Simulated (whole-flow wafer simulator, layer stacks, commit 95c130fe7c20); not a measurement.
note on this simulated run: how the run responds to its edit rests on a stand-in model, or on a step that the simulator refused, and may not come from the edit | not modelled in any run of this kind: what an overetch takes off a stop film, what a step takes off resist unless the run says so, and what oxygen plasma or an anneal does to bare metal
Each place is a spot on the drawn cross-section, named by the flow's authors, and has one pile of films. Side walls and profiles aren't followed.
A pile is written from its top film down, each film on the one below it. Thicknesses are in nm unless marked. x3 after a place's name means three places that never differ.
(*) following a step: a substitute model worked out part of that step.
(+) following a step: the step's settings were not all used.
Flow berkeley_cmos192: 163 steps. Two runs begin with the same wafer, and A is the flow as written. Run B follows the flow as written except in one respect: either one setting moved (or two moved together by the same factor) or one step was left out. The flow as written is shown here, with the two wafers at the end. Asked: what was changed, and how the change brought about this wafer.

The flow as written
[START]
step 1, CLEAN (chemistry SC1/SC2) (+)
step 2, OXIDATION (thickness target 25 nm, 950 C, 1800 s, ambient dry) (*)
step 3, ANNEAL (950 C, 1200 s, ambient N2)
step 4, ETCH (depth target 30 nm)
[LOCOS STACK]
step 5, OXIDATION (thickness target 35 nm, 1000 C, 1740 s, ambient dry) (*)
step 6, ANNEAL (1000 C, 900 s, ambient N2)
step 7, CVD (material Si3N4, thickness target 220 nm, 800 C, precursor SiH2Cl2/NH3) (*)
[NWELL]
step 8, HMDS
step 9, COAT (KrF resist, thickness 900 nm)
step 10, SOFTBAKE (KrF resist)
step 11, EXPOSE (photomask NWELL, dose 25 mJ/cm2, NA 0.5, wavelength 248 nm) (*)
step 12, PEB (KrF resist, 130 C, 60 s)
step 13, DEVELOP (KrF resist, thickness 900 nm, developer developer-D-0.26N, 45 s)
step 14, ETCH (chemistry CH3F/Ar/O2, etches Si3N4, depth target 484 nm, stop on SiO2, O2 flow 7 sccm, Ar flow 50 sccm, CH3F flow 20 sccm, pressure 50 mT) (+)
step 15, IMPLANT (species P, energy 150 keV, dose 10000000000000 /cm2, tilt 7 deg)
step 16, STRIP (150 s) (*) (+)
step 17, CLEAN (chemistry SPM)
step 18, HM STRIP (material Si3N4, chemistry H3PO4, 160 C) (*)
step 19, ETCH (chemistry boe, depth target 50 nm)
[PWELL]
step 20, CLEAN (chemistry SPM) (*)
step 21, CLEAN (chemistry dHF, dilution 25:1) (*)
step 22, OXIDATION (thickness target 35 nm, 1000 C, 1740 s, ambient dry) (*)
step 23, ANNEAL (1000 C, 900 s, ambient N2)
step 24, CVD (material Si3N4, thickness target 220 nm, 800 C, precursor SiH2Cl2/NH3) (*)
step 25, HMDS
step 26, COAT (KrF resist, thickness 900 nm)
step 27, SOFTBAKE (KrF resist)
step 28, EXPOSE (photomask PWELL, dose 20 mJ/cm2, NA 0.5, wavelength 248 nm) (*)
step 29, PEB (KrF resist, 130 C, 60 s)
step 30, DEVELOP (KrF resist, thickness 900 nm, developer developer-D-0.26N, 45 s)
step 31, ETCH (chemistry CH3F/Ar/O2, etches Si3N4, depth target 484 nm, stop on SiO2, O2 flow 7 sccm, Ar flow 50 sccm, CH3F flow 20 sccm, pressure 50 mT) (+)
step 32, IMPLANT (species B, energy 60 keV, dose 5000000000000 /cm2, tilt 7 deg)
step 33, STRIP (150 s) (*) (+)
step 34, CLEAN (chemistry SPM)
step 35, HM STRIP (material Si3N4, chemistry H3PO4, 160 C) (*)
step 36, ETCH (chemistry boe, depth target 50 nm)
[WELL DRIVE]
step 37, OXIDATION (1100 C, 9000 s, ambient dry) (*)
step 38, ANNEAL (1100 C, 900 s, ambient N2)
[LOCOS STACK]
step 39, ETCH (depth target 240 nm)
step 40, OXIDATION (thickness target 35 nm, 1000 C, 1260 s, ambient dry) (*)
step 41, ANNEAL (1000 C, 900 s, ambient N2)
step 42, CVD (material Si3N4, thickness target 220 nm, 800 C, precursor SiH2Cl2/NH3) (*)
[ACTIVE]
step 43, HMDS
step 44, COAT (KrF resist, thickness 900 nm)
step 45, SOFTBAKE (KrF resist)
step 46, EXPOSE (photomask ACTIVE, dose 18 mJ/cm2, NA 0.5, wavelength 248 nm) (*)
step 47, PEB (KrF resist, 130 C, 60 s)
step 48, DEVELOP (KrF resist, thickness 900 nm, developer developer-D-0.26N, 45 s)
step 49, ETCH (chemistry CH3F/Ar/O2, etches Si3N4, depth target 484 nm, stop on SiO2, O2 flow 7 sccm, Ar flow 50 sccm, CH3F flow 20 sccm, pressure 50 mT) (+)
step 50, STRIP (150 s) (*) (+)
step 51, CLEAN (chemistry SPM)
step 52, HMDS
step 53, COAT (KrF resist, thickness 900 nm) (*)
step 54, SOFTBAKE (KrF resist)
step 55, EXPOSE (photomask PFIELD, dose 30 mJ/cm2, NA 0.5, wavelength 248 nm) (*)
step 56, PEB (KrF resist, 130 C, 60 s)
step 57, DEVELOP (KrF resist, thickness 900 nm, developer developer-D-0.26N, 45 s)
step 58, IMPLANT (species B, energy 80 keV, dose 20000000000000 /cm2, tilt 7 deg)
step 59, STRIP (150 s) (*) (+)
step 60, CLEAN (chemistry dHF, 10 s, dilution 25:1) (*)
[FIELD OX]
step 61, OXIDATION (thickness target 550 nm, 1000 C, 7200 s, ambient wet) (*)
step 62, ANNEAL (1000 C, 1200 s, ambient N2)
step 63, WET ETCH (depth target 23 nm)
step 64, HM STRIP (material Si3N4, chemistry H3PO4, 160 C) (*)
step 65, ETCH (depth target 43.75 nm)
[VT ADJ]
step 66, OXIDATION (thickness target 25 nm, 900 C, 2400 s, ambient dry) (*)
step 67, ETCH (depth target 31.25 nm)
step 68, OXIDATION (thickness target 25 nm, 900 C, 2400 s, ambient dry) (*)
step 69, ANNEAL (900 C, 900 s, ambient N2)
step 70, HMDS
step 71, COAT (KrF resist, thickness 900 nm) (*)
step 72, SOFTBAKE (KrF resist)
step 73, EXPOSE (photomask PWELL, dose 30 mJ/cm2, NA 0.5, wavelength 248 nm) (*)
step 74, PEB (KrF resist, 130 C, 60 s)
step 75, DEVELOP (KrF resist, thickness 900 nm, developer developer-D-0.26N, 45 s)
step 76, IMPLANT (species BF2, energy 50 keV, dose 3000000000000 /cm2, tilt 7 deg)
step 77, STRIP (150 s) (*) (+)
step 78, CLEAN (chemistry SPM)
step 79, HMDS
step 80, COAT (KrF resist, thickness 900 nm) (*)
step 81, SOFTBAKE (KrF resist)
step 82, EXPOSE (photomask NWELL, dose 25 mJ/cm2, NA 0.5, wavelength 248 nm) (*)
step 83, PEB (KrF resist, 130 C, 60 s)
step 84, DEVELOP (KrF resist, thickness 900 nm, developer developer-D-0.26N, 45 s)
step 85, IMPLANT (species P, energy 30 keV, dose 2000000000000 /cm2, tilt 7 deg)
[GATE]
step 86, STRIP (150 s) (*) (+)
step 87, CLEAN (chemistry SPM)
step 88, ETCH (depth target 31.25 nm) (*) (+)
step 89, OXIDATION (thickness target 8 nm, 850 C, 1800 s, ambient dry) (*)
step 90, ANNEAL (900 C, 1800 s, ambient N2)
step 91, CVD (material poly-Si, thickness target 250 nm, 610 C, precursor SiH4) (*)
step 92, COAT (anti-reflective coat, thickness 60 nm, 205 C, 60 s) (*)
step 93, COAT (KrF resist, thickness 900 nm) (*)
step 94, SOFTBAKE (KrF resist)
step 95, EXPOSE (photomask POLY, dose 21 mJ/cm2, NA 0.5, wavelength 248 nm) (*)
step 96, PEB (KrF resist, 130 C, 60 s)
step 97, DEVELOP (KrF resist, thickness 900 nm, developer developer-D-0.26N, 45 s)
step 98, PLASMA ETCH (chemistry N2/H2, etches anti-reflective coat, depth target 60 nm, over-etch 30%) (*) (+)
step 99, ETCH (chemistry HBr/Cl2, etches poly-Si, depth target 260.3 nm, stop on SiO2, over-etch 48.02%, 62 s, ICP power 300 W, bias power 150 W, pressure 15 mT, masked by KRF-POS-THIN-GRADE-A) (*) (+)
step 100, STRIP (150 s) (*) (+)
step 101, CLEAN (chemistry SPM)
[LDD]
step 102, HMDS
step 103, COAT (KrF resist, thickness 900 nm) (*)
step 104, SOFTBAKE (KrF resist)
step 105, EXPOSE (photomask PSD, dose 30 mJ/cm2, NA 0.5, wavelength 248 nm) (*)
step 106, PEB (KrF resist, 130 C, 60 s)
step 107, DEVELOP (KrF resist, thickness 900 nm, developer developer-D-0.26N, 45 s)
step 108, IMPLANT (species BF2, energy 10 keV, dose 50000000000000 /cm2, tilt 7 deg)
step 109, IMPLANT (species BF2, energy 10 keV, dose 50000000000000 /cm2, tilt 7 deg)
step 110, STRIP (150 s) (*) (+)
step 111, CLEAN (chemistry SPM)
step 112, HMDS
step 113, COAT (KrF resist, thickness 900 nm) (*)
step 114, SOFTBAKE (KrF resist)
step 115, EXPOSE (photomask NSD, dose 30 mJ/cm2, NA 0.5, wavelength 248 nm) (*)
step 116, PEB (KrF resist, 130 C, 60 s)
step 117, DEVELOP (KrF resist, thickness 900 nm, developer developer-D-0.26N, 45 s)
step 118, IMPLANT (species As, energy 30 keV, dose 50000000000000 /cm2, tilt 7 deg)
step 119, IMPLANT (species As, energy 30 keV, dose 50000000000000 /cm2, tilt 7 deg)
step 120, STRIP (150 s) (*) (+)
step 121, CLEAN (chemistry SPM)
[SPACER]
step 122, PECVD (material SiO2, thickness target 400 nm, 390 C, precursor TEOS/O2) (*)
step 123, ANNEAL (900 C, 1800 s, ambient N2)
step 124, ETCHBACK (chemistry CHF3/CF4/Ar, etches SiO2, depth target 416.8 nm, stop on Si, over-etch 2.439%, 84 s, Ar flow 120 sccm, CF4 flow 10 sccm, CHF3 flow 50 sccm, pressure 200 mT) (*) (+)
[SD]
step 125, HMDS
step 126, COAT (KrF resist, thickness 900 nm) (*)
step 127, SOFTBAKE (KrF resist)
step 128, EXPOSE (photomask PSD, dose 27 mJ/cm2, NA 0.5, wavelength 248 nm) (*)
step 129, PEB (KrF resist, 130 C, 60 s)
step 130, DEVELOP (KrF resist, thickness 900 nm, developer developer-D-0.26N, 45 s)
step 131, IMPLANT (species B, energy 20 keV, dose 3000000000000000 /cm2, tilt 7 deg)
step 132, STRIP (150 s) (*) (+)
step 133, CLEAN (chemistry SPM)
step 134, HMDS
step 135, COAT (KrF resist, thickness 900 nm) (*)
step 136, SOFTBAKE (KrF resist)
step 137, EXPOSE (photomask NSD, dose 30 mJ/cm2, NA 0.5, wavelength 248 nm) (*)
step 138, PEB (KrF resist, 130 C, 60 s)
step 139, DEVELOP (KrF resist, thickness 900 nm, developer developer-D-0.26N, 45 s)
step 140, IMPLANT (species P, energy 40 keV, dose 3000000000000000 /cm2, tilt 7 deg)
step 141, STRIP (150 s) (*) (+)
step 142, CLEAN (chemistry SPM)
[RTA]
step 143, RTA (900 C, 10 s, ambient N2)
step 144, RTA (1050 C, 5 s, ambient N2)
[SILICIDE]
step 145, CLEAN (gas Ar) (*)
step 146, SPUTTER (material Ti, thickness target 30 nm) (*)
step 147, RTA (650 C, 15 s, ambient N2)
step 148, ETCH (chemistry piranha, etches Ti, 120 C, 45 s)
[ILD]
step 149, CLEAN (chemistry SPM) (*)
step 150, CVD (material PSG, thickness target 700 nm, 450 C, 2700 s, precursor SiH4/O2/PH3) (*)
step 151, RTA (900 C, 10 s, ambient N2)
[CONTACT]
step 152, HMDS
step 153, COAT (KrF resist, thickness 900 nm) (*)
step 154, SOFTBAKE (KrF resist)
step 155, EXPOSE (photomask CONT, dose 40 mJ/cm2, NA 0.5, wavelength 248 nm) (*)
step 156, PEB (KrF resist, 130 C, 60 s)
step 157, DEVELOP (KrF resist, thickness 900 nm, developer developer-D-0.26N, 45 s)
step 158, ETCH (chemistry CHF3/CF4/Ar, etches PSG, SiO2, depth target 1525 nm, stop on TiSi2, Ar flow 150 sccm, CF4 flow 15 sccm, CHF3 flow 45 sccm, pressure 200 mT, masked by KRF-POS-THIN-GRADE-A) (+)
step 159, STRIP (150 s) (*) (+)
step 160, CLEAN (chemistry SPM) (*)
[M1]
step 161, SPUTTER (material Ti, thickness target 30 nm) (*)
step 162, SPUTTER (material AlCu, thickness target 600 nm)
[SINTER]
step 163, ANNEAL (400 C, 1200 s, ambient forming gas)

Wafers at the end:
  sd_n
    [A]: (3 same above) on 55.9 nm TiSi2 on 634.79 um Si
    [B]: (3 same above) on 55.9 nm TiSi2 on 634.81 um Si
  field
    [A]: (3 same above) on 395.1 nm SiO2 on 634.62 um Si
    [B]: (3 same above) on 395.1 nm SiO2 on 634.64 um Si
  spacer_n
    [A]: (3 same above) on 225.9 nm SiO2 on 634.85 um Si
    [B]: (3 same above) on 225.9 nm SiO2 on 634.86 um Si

The reason: step 18, HM STRIP: material Si3N4, chemistry H3PO4, 160 C (*), was skipped.

Step by step, how the change led to this:
  step 19, ETCH (chemistry boe, depth target 50 nm)
      field, sd_n, spacer_n, gate, contact, m1: A SiO2 loses 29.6 (all of it) | B nothing
      sd_p, spacer_p, gate_p: A SiO2 loses 18.5 (all of it) | B SiO2 loses 28 (all of it)
  step 20, CLEAN (chemistry SPM) (*)
      field, sd_n, spacer_n, gate, contact, m1: A chemical SiO2 gains 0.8 (new film), Si loses 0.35 | B nothing
  step 21, CLEAN (chemistry dHF, dilution 25:1) (*)
      field, sd_n, spacer_n, gate, contact, m1: A chemical SiO2 loses 0.8 (all of it) | B Si3N4 loses 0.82
  step 22, OXIDATION (thickness target 35 nm, 1000 C, 1740 s, ambient dry) (*)
      field, sd_n, spacer_n, gate, contact, m1: A SiO2 gains 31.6 (new film), Si loses 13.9 | B nothing
  step 24, CVD (material Si3N4, thickness target 220 nm, 800 C, precursor SiH2Cl2/NH3) (*)
      field, sd_n, spacer_n, gate, contact, m1: A Si3N4 gains 220 (new film) | B Si3N4 gains 220
  step 26, COAT (KrF resist, thickness 900 nm)
      sd_p: A KrF resist gains 900 (new film) | B KrF resist gains 1018.3 (new film)
      spacer_p: A KrF resist gains 900 (new film) | B KrF resist gains 995.6 (new film)
      (also at 1 further place)
  step 31, ETCH (chemistry CH3F/Ar/O2, etches Si3N4, depth target 484 nm, stop on SiO2, O2 flow 7 sccm, Ar flow 50 sccm, CH3F flow 20 sccm, pressure 50 mT) (+)
      field, sd_n, spacer_n, gate, contact: A Si3N4 loses 220 (all of it), SiO2 loses 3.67 | B Si3N4 loses 439.2 (all of it), SiO2 loses 3.67
      sd_p, spacer_p, gate_p, m1: A KrF resist loses 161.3 | B KrF resist loses 307.5
  step 33, STRIP (150 s) (*) (+)
      sd_p: A KrF resist loses 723 (all of it) | B KrF resist loses 695 (all of it)
      spacer_p: A KrF resist loses 723 (all of it) | B KrF resist loses 672.4 (all of it)
      (also at 2 further places)
  step 35, HM STRIP (material Si3N4, chemistry H3PO4, 160 C) (*)
      field, sd_n, spacer_n, gate, contact: A SiO2 loses 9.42 | B SiO2 loses 18.3
      m1: A Si3N4 loses 220 (all of it), SiO2 loses 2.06 | B Si3N4 loses 439.2 (all of it), SiO2 loses 4.12
  step 36, ETCH (chemistry boe, depth target 50 nm)
      field, sd_n, spacer_n, gate, contact: A SiO2 loses 18.5 (all of it) | B SiO2 loses 9.64 (all of it)
      m1: A SiO2 loses 29.6 (all of it) | B SiO2 loses 27.5 (all of it)
  step 61, OXIDATION (thickness target 550 nm, 1000 C, 7200 s, ambient wet) (*)
      sd_p: A SiO2 gains 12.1 (new film), Si3N4 loses 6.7, SiO2 gains 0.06, Si loses 0.06 | B SiO2 gains 12.1 (new film), Si3N4 loses 6.7
  step 92, COAT (anti-reflective coat, thickness 60 nm, 205 C, 60 s) (*)
      sd_p: A anti-reflective coat gains 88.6 (new film) | B anti-reflective coat gains 90.9 (new film)
      spacer_p: A anti-reflective coat gains 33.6 (new film) | B anti-reflective coat gains 31.2 (new film)
      (also at 1 further place)
  step 98, PLASMA ETCH (chemistry N2/H2, etches anti-reflective coat, depth target 60 nm, over-etch 30%) (*) (+)
      sd_p: A anti-reflective coat loses 88.6 (all of it), poly-Si loses 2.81 | B anti-reflective coat loses 90.9 (all of it), poly-Si loses 2.75
      spacer_p: A anti-reflective coat loses 33.6 (all of it), poly-Si loses 4.22 | B anti-reflective coat loses 31.2 (all of it), poly-Si loses 4.28
  step 100, STRIP (150 s) (*) (+)
      gate_p: A chemical SiO2 gains 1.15 (new film), KrF resist loses 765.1 (all of it), anti-reflective coat loses 31 (all of it), poly-Si loses 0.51 | B chemical SiO2 gains 1.15 (new film), KrF resist loses 773.5 (all of it), anti-reflective coat loses 28.6 (all of it), poly-Si loses 0.51
  step 147, RTA (650 C, 15 s, ambient N2)
      sd_p: A Ti loses 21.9, TiSi first gains 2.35 (new film), TiSi2 C49 gains 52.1 (new film), Si loses 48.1 | B Ti loses 21.5, TiSi first gains 1.46 (new film), TiSi2 C49 gains 52.5 (new film), Si loses 47.8
  step 151, RTA (900 C, 10 s, ambient N2)
      sd_p: A under 1 film: TiSi2 gains 52.2 (new film), TiSi first loses 2.25 (all of it), TiSi2 C49 loses 52.1 (all of it), Si loses 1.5 | B under 1 film: TiSi2 gains 51.3 (new film), TiSi first loses 1.36 (all of it), TiSi2 C49 loses 52.5 (all of it), Si loses 0.9
